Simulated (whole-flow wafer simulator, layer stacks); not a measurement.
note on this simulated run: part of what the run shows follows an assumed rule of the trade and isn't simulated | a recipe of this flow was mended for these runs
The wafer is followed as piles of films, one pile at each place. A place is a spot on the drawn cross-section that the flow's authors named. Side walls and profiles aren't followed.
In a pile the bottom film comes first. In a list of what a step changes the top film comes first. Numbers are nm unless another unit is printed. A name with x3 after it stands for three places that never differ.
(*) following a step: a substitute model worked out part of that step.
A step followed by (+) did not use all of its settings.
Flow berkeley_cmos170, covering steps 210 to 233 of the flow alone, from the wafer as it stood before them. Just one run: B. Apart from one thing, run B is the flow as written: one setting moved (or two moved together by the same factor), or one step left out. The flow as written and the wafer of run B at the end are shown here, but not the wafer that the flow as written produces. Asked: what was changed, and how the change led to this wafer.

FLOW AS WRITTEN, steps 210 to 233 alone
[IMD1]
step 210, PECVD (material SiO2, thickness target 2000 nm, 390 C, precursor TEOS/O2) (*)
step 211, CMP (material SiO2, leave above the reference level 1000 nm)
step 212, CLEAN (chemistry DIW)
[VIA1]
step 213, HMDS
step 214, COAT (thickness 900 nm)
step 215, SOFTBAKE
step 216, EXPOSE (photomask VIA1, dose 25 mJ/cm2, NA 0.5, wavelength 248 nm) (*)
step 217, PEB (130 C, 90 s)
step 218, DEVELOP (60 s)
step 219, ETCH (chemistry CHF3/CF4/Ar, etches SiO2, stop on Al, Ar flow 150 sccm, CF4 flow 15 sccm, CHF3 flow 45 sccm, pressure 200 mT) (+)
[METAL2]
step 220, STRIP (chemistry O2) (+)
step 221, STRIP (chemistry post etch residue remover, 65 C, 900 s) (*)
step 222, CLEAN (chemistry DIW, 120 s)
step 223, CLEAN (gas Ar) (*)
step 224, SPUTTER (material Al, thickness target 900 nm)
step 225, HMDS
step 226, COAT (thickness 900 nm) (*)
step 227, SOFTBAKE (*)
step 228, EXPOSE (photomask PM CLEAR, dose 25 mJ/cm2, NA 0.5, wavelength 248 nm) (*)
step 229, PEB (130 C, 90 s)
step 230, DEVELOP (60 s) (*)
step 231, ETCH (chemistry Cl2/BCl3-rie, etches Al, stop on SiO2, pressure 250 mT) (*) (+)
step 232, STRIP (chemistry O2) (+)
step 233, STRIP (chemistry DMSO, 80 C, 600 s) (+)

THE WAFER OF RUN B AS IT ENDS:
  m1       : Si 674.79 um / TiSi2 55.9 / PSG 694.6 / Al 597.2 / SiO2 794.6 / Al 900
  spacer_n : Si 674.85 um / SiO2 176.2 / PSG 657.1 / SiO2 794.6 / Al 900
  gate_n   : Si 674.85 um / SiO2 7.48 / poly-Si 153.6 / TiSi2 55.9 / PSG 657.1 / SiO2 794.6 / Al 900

What caused this: step 210, PECVD: thickness target 800 nm was run, though the flow has thickness target 2000 nm.

Step by step, how the change led to this:
  step 210, PECVD (material SiO2, thickness target 2000 nm, 390 C, precursor TEOS/O2) (*)
      field, mark, spacer_n and 7 more: SiO2 gains 800 (new film) (as written it would have been: SiO2 gains 2000 (new film))
      sd_n: SiO2 gains 781.2 (new film) (as written it would have been: SiO2 gains 2000 (new film))
      (and at 2 other places as well)
  step 211, CMP (material SiO2, leave above the reference level 1000 nm)
      m1, via1, m2, via2: nothing (as written it would have been: SiO2 loses 1000)
      spacer_n, spacer_p: nothing (as written it would have been: SiO2 loses 542.8)
      (and at 7 other places as well)
  step 214, COAT (thickness 900 nm)
      sd_n: KrF-resist gains 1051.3 (new film) (as written it would have been: KrF-resist gains 900 (new film))
      spacer_n: KrF-resist gains 864.6 (new film) (as written it would have been: KrF-resist gains 900 (new film))
      (and at 9 other places as well)
  step 217, PEB (130 C, 90 s)
      contact: KrF-resist loses 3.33 (as written it would have been: KrF-resist loses 2)
      m2: KrF-resist loses 1.33 (as written it would have been: KrF-resist loses 2)
      (and at 1 other place as well)
  step 218, DEVELOP (60 s)
      via1: KrF-resist loses 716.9 (all of it) (as written it would have been: KrF-resist loses 898 (all of it))
  step 219, ETCH (chemistry CHF3/CF4/Ar, etches SiO2, stop on Al, Ar flow 150 sccm, CF4 flow 15 sccm, CHF3 flow 45 sccm, pressure 200 mT) (+)
      field, mark, sd_n and 9 more: KrF-resist loses 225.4 (as written it would have been: KrF-resist loses 275.4)
      via1: SiO2 loses 800 (all of it), Al loses 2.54 (as written it would have been: SiO2 loses 1000 (all of it), Al loses 2.54)
  step 220, STRIP (chemistry O2) (+)
      field: KrF-resist loses 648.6 (all of it) (as written it would have been: KrF-resist loses 607.6 (all of it))
      mark: KrF-resist loses 657.6 (all of it) (as written it would have been: KrF-resist loses 607.6 (all of it))
      (and at 9 other places as well)
  step 224, SPUTTER (material Al, thickness target 900 nm)
      sd_n: Al gains 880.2 (new film) (as written it would have been: Al gains 900 (new film))
      sd_p: Al gains 857.6 (new film) (as written it would have been: Al gains 900 (new film))
      (and at 2 other places as well)
  step 226, COAT (thickness 900 nm) (*)
      sd_n: KrF-resist gains 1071 (new film) (as written it would have been: KrF-resist gains 897.3 (new film))
      spacer_n: KrF-resist gains 864.5 (new film) (as written it would have been: KrF-resist gains 899.9 (new film))
      (and at 9 other places as well)
  step 229, PEB (130 C, 90 s)
      contact: KrF-resist loses 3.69 (as written it would have been: KrF-resist loses 1.98)
      via1: KrF-resist loses 5.37 (as written it would have been: KrF-resist loses 7.55)
      (and at 2 other places as well)
  step 232, STRIP (chemistry O2) (+)
      field: KrF-resist loses 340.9 (all of it) (as written it would have been: KrF-resist loses 349.7 (all of it))
      sd_n: KrF-resist loses 520.3 (all of it) (as written it would have been: KrF-resist loses 347 (all of it))
      (and at 10 other places as well)
